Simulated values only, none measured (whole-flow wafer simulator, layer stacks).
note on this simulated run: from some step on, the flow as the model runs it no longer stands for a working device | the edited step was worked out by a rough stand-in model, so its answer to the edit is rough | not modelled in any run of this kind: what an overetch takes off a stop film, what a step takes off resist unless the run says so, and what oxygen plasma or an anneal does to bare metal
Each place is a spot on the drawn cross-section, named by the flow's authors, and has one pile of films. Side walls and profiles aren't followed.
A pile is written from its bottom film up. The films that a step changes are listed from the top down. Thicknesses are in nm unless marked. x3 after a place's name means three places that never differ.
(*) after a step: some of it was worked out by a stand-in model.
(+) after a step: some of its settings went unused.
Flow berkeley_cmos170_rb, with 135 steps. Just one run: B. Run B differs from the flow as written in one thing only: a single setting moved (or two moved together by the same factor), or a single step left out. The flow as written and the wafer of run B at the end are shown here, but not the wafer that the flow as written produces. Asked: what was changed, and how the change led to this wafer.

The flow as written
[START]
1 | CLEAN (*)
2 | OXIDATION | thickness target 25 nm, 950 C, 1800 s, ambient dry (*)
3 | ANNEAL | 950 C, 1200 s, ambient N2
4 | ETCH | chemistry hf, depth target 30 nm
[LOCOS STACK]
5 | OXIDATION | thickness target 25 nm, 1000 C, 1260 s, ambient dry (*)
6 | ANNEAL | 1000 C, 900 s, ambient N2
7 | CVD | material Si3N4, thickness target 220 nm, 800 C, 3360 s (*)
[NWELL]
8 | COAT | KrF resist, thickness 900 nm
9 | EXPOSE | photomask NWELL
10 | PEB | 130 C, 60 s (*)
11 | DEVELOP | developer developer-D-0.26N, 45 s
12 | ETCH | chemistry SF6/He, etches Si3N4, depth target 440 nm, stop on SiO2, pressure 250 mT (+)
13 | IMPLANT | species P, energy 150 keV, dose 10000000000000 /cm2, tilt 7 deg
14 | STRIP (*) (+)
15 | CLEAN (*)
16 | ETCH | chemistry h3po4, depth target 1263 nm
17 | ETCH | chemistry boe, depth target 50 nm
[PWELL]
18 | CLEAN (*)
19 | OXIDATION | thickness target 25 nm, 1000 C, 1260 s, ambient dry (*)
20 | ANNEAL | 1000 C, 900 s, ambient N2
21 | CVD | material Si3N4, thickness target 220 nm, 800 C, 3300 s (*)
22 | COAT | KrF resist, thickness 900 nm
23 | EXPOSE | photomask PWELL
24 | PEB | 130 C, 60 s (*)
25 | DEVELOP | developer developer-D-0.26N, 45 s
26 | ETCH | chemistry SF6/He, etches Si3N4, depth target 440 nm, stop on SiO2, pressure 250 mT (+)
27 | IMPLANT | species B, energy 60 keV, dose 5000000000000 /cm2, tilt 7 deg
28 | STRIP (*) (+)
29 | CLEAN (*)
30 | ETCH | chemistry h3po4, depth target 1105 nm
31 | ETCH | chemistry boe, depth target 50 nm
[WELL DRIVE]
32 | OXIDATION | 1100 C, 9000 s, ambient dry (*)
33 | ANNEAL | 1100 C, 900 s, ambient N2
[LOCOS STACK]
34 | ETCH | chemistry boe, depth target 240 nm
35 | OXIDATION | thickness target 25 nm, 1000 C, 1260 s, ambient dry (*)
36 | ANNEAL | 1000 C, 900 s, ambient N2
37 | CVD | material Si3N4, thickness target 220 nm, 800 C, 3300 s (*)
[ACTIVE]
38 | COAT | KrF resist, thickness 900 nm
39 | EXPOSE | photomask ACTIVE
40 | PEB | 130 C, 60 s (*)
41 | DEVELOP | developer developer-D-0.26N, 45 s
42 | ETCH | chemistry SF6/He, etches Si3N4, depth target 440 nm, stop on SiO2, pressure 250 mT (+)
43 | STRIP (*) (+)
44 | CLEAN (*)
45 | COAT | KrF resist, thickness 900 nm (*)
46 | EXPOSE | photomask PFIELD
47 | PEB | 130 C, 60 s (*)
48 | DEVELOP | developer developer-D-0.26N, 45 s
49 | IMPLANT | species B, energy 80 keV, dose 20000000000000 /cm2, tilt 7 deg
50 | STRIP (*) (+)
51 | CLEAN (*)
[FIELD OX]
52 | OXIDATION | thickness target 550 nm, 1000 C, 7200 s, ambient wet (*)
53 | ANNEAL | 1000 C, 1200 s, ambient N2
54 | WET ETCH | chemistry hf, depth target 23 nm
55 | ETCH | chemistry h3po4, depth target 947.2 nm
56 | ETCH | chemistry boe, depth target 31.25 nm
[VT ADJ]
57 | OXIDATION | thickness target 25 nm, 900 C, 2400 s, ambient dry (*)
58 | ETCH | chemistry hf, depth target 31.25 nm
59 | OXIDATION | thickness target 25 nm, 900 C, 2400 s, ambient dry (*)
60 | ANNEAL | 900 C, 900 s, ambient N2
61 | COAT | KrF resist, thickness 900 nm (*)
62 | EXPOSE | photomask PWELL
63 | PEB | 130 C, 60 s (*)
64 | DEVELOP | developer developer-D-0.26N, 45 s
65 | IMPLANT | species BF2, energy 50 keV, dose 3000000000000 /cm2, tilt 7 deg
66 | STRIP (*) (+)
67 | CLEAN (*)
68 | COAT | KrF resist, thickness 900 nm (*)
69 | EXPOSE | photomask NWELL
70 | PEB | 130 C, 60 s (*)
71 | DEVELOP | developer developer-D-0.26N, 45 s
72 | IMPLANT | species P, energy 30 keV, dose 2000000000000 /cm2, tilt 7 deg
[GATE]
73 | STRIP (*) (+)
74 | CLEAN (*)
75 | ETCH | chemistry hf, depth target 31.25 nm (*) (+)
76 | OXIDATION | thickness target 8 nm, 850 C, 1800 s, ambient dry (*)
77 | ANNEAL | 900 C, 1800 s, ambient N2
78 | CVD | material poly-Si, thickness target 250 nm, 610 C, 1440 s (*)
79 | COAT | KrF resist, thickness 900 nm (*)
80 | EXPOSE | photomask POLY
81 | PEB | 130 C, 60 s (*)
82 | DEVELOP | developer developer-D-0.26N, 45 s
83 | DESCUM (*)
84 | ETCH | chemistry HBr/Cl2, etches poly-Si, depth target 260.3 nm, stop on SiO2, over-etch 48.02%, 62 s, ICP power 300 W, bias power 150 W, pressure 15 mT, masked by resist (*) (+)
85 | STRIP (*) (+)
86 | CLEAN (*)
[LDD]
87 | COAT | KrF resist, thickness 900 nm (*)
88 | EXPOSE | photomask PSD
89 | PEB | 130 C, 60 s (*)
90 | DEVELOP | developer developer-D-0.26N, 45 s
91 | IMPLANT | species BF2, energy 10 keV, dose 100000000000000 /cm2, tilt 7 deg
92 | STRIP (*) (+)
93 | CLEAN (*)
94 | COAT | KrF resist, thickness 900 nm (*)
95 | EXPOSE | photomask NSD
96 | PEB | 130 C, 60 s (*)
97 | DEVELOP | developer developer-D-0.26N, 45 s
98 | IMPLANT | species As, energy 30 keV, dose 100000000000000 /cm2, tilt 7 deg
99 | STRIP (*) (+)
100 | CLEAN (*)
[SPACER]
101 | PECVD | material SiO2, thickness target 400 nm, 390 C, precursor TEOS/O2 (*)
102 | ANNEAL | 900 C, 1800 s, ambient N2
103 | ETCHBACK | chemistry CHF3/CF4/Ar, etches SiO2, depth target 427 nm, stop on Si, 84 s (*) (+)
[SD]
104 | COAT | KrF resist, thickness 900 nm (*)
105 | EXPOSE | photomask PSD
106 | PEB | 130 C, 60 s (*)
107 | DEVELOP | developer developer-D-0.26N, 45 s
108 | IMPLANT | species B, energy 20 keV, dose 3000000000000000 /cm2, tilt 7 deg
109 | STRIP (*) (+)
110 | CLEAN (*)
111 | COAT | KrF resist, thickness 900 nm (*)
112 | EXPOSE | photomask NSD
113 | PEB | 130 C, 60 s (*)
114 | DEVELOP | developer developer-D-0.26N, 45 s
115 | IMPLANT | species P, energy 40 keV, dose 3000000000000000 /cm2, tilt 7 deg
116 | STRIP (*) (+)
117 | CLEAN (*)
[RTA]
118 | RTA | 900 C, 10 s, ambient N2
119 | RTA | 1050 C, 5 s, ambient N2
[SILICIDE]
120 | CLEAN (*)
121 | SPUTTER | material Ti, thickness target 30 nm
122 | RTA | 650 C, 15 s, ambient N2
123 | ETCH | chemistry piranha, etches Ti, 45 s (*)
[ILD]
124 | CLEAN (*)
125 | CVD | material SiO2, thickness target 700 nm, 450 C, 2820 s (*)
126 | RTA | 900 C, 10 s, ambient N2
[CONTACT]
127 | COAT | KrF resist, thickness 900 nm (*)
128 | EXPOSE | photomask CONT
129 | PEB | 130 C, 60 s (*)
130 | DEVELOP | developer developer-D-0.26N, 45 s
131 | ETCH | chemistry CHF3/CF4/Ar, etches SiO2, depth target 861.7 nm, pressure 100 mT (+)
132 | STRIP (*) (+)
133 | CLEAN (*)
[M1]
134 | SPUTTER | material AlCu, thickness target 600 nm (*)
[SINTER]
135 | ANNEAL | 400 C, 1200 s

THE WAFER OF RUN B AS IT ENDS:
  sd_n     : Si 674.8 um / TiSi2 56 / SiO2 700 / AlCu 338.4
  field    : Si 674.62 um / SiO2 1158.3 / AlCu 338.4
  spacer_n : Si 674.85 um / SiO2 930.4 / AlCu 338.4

Cause: step 134, SPUTTER: thickness target 338.4 nm was run, though the flow has thickness target 600 nm.
One can read it off the wafer: sd_n has AlCu 338.4, and step 134 as written asks for 600 nm.

Step by step, how the change led to this:
  134 | SPUTTER | material AlCu, thickness target 600 nm (*)
      field, sd_n, spacer_n, gate, spacer_p, gate_p, m1: +338.4 AlCu (new film) (in the flow as written it would be: +600 AlCu (new film))
      sd_p: +302.1 AlCu (new film) (in the flow as written it would be: +545.9 AlCu (new film))
      (also at 1 further place)
